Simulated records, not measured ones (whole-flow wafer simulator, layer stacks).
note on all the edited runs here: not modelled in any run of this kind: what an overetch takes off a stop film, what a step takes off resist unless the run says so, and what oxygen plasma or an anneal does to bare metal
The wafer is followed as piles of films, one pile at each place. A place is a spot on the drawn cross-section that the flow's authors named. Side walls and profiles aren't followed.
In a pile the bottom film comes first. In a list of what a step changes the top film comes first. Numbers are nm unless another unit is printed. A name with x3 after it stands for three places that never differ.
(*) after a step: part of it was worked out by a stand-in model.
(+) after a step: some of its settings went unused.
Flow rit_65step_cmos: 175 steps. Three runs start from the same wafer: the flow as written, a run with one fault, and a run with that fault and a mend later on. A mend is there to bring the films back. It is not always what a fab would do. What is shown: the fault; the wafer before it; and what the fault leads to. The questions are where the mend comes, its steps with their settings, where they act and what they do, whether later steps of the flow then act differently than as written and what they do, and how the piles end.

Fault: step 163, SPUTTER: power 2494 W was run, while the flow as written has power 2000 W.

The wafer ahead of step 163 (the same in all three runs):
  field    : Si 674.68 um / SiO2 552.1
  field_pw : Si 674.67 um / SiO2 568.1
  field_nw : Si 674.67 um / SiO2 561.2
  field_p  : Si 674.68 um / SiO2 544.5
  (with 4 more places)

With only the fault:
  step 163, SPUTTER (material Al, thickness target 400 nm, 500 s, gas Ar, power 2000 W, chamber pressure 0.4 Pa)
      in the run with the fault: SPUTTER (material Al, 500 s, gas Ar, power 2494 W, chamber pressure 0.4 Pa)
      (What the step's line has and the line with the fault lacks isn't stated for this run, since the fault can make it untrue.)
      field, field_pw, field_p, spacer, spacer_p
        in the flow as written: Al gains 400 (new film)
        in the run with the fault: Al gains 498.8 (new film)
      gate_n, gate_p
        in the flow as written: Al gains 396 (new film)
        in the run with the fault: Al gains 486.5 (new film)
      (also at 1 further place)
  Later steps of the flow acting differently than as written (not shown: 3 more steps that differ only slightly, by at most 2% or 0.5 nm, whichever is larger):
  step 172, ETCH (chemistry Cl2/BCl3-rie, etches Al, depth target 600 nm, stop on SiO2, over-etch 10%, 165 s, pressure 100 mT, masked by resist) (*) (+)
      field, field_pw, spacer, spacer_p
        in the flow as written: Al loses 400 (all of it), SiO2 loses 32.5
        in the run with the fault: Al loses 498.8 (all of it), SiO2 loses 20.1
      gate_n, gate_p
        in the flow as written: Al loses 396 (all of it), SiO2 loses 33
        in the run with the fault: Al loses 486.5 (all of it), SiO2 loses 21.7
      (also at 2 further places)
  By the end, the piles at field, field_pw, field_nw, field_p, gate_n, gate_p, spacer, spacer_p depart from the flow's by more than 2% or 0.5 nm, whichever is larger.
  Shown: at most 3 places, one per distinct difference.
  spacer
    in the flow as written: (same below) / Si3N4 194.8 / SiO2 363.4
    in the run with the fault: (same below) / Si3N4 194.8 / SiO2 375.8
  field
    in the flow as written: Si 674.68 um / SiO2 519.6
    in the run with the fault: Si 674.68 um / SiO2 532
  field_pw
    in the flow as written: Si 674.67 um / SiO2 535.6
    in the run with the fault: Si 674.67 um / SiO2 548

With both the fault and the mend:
  The mend follows step 164.
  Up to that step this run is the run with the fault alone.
  step 164a, ETCH (chemistry al pan, depth target 572.3 nm)
      field, field_pw, field_nw, field_p, spacer, spacer_p
        Al loses 498.8 (all of it)
      gate_n, gate_p
        Al loses 486.5 (all of it)
  step 164b, SPUTTER (material Al, thickness target 400 nm, 500 s, gas Ar, power 2000 W, chamber pressure 0.4 Pa) (the flow's step 163, run once more)
      field, field_pw, field_p, spacer, spacer_p
        Al gains 400 (new film)
      gate_n, gate_p
        Al gains 396 (new film)
      field_nw
        Al gains 397.2 (new film)
  Every later step of the flow that is run acts as written at every place that is followed.
  By the end, the piles equal the flow's at every place that both follow.
